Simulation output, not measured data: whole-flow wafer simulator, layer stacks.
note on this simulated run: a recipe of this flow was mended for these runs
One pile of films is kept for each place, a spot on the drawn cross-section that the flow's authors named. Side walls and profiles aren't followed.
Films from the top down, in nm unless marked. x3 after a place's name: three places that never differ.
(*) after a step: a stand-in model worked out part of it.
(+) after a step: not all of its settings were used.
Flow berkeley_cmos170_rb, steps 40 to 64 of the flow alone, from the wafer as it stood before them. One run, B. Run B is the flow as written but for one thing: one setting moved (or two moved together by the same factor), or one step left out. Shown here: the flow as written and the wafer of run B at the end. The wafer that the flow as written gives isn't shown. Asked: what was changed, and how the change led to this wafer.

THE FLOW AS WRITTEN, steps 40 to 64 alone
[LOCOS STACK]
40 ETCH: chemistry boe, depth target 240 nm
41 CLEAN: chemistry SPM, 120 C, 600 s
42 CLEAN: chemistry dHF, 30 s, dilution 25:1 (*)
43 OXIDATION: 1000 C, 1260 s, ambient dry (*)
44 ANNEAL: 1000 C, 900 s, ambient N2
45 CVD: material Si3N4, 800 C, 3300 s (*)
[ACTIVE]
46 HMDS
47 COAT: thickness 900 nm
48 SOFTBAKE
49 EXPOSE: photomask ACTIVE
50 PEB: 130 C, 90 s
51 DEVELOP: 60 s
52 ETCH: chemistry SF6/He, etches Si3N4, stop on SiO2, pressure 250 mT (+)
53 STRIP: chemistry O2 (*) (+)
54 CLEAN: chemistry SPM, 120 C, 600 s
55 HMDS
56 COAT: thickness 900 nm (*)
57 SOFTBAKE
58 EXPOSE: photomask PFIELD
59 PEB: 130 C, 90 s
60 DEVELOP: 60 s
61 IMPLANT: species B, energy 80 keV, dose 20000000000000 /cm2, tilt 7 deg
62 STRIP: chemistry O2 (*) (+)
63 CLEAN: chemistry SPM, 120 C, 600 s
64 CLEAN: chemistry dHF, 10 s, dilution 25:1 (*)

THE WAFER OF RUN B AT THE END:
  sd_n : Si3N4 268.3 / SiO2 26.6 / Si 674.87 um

The cause: step 45, CVD: 816 C was run, where the flow has 800 C.

How the change led to this, step by step:
  45 CVD: material Si3N4, 800 C, 3300 s (*)
      field, sd_n, spacer_n and 6 more: Si3N4 +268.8 (new film) (as written it would be: Si3N4 +220 (new film))
  52 ETCH: chemistry SF6/He, etches Si3N4, stop on SiO2, pressure 250 mT (+)
      sd_n, spacer_n, gate, sd_p, spacer_p, gate_p, contact, m1: KrF-resist -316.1 (as written it would be: KrF-resist -263)
      field: Si3N4 -268.8 (all of it), SiO2 -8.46 (as written it would be: Si3N4 -220 (all of it), SiO2 -8.46)
  53 STRIP: chemistry O2 (*) (+)
      sd_n, spacer_n, gate, sd_p, spacer_p, gate_p, contact, m1: KrF-resist -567 (all of it) (as written it would be: KrF-resist -620 (all of it))
  56 COAT: thickness 900 nm (*)
      sd_n: KrF-resist +758 (new film) (as written it would be: KrF-resist +782.7 (new film))
      spacer_n: KrF-resist +799.3 (new film) (as written it would be: KrF-resist +816.2 (new film))
      (and at 4 more places)
  62 STRIP: chemistry O2 (*) (+)
      sd_n: KrF-resist -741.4 (all of it) (as written it would be: KrF-resist -766.1 (all of it))
      spacer_n: KrF-resist -782.6 (all of it) (as written it would be: KrF-resist -799.5 (all of it))
      (and at 6 more places)
